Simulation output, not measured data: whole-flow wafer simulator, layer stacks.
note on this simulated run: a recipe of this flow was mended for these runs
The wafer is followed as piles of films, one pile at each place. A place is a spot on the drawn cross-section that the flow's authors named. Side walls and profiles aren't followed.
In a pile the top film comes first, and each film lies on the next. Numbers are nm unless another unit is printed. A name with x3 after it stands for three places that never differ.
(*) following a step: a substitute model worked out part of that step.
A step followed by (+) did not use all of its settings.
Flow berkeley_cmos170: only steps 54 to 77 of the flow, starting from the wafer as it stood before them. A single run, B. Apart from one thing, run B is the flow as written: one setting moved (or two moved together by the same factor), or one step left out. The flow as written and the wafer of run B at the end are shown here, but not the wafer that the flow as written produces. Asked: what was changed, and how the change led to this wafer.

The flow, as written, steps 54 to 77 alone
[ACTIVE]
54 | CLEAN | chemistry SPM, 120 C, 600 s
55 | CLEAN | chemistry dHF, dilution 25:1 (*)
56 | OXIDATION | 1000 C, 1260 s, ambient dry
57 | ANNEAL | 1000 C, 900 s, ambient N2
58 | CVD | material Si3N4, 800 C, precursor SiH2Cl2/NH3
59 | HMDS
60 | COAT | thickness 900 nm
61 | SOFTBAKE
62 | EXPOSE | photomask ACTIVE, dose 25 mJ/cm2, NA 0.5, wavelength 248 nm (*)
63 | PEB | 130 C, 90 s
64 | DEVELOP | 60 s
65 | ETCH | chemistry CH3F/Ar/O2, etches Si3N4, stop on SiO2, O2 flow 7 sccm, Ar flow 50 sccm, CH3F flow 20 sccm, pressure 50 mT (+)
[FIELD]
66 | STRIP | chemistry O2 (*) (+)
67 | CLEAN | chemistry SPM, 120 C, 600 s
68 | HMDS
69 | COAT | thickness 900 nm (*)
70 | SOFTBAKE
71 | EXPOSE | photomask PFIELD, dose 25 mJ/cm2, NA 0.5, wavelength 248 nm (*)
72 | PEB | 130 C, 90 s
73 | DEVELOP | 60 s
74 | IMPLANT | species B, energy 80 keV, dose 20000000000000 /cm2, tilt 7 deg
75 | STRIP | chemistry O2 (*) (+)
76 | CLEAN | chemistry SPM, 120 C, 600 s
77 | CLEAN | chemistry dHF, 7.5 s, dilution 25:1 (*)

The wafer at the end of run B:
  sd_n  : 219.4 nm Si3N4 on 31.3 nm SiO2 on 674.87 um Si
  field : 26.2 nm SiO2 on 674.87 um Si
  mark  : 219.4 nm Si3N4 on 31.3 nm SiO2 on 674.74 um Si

The reason: step 56, OXIDATION: 1019 C was run, though the flow has 1000 C.

How this came from the change, step by step:
  56 | OXIDATION | 1000 C, 1260 s, ambient dry
      field, mark, sd_n and 10 more: SiO2 gains 31.3 (new film), Si loses 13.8 (as written it would have been: SiO2 gains 26.6 (new film), Si loses 11.7)
